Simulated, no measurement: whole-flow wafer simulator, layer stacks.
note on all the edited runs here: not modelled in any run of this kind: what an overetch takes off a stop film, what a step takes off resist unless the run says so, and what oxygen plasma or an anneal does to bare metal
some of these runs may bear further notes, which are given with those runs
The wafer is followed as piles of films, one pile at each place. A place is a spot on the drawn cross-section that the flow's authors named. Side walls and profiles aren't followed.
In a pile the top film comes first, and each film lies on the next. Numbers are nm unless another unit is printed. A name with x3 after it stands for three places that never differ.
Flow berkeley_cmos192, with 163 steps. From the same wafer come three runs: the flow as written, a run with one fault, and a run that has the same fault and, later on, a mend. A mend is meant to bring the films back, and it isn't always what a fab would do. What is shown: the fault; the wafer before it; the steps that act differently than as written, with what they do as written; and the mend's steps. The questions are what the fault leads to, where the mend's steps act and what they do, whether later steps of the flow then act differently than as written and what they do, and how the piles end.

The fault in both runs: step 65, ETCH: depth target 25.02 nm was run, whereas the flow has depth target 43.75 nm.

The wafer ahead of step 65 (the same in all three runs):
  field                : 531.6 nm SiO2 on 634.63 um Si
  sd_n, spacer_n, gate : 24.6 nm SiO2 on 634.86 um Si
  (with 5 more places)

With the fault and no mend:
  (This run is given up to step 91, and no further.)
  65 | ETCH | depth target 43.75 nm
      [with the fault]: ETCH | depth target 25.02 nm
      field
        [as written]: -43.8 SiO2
        [with the fault]: -25 SiO2
  Every later step of the flow up to step 91 that is run acts as written, at every place that is followed, to within 2% or 0.5 nm, whichever is larger.
  After step 91, at field, the piles differ from the flow's by more than 2% or 0.5 nm, whichever is larger.
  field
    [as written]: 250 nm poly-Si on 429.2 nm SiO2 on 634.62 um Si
    [with the fault]: 250 nm poly-Si on 447.8 nm SiO2 on 634.62 um Si

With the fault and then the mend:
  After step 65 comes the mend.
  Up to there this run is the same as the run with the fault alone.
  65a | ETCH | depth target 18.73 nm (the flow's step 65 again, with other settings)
      field
        -18.7 SiO2
  Every later step of the flow that is run acts as written, at every place that is followed, to within 2% or 0.5 nm, whichever is larger.
  By the end, the piles equal the flow's at every place that both follow.
